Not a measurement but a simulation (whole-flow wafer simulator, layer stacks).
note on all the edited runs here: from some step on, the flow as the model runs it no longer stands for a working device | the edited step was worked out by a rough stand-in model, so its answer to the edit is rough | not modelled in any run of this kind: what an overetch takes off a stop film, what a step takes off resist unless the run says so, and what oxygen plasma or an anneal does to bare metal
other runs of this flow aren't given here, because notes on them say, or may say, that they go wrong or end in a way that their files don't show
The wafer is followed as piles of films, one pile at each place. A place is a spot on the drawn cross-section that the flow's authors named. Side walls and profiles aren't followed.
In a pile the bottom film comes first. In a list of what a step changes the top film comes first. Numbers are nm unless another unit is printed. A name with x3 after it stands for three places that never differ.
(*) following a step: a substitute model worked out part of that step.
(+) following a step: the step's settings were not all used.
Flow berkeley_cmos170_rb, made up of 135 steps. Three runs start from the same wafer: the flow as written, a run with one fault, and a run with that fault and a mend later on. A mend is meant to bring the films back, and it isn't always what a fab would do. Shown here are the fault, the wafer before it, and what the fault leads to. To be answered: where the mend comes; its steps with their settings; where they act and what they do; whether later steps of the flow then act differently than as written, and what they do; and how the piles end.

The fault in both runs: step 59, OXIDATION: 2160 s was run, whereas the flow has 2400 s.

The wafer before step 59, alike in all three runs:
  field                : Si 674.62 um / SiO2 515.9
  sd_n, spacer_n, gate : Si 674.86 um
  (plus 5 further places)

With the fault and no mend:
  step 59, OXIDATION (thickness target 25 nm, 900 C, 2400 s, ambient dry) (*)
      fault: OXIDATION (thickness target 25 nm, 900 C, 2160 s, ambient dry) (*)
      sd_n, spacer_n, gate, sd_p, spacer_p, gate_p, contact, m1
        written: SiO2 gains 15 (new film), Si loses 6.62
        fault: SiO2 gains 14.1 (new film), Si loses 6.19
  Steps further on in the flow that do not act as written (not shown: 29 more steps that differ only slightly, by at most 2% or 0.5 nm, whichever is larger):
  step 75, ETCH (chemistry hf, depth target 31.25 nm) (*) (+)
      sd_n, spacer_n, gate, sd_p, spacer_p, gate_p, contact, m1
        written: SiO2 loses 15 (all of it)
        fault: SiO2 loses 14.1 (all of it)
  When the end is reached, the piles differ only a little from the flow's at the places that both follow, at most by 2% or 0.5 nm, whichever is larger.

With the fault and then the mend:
  The mend follows step 59.
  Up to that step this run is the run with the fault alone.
  step 59a, OXIDATION (thickness target 25 nm, 900 C, 240 s, ambient dry) (*) (the flow's step 59, run once more with other settings)
      sd_n, spacer_n, gate, sd_p, spacer_p, gate_p, contact, m1
        SiO2 gains 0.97, Si loses 0.43
      field
        SiO2 gains 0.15, Si loses 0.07
  None of the later steps of the flow acts differently than as written at any place that is followed.
  By the end, the piles equal the flow's at every place that both follow.
